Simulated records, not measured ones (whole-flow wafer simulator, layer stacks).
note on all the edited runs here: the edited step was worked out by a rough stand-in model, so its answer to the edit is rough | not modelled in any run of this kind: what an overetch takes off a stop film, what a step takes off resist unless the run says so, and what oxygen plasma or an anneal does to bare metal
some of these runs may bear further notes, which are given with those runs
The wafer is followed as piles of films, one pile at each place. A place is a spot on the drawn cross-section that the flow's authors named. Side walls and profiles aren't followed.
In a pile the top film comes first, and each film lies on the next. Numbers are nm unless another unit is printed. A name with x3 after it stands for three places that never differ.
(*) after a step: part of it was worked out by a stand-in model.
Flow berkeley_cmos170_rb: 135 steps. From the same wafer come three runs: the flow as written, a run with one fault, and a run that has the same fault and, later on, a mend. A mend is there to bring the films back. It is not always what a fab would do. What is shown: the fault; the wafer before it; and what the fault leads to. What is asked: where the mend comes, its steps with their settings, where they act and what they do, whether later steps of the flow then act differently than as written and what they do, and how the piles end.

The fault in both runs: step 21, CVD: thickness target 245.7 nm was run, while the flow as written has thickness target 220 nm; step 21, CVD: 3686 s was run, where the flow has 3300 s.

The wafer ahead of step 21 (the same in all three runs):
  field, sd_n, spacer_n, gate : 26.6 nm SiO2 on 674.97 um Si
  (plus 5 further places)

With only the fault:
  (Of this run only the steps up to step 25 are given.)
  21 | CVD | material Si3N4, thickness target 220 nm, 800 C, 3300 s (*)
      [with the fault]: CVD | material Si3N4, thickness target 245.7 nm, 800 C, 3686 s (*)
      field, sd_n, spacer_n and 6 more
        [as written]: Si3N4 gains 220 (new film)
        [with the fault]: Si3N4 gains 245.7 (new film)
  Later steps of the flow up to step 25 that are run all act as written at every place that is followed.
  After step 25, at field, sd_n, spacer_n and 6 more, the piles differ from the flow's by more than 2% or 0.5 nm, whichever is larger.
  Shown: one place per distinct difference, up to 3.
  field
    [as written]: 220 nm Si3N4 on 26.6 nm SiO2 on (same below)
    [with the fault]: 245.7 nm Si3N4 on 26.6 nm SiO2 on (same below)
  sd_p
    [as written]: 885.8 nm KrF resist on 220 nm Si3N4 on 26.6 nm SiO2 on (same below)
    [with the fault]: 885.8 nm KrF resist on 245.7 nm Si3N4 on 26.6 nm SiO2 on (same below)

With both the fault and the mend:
  The mend follows step 21.
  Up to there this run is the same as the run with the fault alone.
  21a | ETCH | chemistry h3po4, depth target 282.9 nm (the flow's step 16 again, with other settings)
      field, sd_n, spacer_n and 6 more
        Si3N4 loses 245.7 (all of it)
  21b | CLEAN (*) (the flow's step 18 again)
      leaves every film unchanged at each place that is followed
  21c | CVD | material Si3N4, thickness target 220 nm, 800 C, 3300 s (*) (the flow's step 21 again)
      field, sd_n, spacer_n and 6 more
        Si3N4 gains 220 (new film)
  Later steps of the flow that are run all act as written at every place that is followed.
  By the end, the piles equal the flow's at every place that both follow.
